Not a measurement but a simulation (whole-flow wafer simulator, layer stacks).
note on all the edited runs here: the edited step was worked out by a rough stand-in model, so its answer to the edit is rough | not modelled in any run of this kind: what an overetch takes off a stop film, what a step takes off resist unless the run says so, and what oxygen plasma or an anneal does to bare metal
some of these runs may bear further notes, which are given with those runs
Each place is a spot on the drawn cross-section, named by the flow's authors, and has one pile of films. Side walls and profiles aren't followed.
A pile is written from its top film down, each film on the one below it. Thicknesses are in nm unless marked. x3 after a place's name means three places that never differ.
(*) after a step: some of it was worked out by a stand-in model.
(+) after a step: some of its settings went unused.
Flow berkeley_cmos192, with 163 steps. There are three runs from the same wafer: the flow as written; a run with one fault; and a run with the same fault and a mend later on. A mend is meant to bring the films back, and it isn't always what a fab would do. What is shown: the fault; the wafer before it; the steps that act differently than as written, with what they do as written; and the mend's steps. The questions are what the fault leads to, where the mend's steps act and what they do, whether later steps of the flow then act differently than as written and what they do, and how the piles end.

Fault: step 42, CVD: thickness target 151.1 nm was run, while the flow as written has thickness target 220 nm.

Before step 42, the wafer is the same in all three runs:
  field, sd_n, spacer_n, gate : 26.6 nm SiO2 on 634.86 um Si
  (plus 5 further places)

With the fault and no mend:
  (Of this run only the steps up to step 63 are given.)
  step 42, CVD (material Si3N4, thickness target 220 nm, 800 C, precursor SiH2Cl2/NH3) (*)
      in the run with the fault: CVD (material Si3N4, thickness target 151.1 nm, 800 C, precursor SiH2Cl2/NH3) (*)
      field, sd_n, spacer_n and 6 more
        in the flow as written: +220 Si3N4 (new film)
        in the run with the fault: +151.1 Si3N4 (new film)
  Steps further on in the flow that do not act as written (not shown: 2 more steps that differ only slightly, by at most 2% or 0.5 nm, whichever is larger):
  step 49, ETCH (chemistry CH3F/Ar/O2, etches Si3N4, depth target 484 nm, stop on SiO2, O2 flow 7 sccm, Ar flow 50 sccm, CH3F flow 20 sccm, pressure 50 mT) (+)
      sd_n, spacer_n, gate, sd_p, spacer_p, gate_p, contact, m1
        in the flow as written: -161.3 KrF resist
        in the run with the fault: -115.4 KrF resist
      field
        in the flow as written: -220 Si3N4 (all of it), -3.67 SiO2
        in the run with the fault: -151.1 Si3N4 (all of it), -3.67 SiO2
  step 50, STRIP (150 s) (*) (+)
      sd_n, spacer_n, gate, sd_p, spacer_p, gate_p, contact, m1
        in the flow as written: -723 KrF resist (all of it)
        in the run with the fault: -769 KrF resist (all of it)
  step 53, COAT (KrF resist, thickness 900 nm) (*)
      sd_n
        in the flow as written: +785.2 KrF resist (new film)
        in the run with the fault: +820.3 KrF resist (new film)
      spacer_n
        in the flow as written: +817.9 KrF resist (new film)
        in the run with the fault: +842.4 KrF resist (new film)
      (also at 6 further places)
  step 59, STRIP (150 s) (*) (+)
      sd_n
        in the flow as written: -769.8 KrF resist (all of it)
        in the run with the fault: -804.8 KrF resist (all of it)
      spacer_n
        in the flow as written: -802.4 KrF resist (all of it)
        in the run with the fault: -826.8 KrF resist (all of it)
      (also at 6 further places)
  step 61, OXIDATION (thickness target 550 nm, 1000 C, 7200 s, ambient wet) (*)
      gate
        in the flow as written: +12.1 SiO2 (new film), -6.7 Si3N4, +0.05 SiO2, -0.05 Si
        in the run with the fault: +12.1 SiO2 (new film), -6.7 Si3N4
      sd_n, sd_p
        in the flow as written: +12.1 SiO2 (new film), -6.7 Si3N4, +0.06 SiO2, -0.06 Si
        in the run with the fault: +12.1 SiO2 (new film), -6.7 Si3N4, +1.51 SiO2, -0.66 Si
  The piles after step 63 differ from the flow's at sd_n, spacer_n, gate, sd_p, spacer_p, gate_p, contact, m1 by more than 2% or 0.5 nm, whichever is larger.
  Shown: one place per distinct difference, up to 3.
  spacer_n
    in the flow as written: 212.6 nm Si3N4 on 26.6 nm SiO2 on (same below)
    in the run with the fault: 143.7 nm Si3N4 on 26.6 nm SiO2 on (same below)
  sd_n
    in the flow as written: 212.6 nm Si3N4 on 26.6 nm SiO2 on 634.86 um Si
    in the run with the fault: 143.7 nm Si3N4 on 28.1 nm SiO2 on 634.86 um Si
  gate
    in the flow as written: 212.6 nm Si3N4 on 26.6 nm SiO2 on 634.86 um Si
    in the run with the fault: 143.7 nm Si3N4 on 26.6 nm SiO2 on 634.86 um Si

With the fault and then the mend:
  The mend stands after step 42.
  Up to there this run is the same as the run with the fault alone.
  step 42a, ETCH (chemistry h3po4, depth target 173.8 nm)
      field, sd_n, spacer_n and 6 more
        -151.1 Si3N4 (all of it)
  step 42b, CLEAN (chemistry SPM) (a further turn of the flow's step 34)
      does not change any film at any place that is followed
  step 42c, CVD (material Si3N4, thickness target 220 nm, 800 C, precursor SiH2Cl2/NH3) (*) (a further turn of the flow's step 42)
      field, sd_n, spacer_n and 6 more
        +220 Si3N4 (new film)
  None of the later steps of the flow acts differently than as written at any place that is followed.
  The piles end the same as the flow's at every place that both follow.
